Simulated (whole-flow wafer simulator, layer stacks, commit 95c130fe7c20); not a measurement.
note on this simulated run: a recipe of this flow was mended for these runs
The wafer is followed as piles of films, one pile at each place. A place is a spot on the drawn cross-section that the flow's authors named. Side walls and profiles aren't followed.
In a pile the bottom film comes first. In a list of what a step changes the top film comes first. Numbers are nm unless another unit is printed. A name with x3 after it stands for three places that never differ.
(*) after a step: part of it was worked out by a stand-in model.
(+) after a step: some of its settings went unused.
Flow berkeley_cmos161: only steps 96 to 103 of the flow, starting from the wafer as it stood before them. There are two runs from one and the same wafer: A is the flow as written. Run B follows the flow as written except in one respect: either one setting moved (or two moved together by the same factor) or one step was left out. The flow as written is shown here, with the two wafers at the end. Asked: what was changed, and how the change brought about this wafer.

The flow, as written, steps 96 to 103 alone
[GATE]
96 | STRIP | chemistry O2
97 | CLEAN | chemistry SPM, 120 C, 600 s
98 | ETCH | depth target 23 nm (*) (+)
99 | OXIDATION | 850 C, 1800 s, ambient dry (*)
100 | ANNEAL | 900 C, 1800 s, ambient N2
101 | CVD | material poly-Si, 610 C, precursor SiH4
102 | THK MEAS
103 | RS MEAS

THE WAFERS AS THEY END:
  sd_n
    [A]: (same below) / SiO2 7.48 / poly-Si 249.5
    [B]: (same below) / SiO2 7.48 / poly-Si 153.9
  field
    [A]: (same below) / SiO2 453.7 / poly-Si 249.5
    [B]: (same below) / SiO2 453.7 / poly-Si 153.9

The reason: step 101, CVD: 587 C was run, whereas the flow has 610 C.

Step by step, how the change led to this:
  101 | CVD | material poly-Si, 610 C, precursor SiH4
      field, sd_n, spacer_n, gate_n, sd_p, spacer_p x2, contact, m1: A poly-Si gains 249.5 (new film) | B poly-Si gains 153.9 (new film)
